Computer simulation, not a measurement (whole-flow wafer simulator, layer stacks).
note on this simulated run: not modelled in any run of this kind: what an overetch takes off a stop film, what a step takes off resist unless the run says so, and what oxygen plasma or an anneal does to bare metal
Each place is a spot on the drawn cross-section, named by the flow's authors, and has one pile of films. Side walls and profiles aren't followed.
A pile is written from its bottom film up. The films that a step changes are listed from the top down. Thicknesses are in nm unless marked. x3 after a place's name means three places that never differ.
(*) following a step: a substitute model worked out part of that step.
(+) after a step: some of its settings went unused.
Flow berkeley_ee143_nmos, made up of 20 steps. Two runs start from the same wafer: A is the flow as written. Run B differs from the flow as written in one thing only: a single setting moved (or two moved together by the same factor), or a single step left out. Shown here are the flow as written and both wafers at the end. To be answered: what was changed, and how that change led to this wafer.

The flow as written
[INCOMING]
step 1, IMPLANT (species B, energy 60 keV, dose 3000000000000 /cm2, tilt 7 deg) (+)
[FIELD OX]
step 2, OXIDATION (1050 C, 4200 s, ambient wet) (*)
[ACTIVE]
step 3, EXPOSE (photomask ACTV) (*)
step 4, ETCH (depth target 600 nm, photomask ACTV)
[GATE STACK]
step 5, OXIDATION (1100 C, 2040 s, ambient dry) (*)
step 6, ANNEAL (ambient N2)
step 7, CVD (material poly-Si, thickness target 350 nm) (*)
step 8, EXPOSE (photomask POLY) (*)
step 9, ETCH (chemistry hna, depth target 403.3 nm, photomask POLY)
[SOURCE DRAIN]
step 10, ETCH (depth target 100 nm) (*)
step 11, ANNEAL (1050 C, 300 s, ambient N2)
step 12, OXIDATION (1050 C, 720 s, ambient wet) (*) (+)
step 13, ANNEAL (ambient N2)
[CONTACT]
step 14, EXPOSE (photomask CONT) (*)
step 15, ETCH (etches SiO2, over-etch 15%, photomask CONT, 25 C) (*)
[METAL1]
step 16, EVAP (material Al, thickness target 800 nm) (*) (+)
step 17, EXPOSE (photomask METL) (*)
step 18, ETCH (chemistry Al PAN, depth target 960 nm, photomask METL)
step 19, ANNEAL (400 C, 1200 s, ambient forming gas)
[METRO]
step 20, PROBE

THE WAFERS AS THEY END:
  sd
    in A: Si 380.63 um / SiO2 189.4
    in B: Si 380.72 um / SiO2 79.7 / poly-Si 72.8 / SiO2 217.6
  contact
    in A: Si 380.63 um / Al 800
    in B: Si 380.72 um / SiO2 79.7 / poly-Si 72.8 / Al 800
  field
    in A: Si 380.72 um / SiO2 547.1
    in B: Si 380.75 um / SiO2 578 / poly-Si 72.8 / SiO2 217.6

What caused this: step 9, ETCH: depth target 181.5 nm was run, while the flow as written has depth target 403.3 nm.

The path from the change to this, step by step:
  step 9, ETCH (chemistry hna, depth target 403.3 nm, photomask POLY)
      sd, contact, field: A -350 poly-Si (all of it) | B -181.5 poly-Si
  step 10, ETCH (depth target 100 nm) (*)
      sd, contact: A -79.7 SiO2 (all of it) | B nothing
      field: A -100 SiO2 | B nothing
  step 12, OXIDATION (1050 C, 720 s, ambient wet) (*) (+)
      sd, contact: A +189.4 SiO2 (new film), -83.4 Si | B +217.6 SiO2 (new film), -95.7 poly-Si
      field: A +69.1 SiO2, -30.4 Si | B +217.6 SiO2 (new film), -95.7 poly-Si
  step 15, ETCH (etches SiO2, over-etch 15%, photomask CONT, 25 C) (*)
      contact: A -189.4 SiO2 (all of it) | B -217.6 SiO2 (all of it)
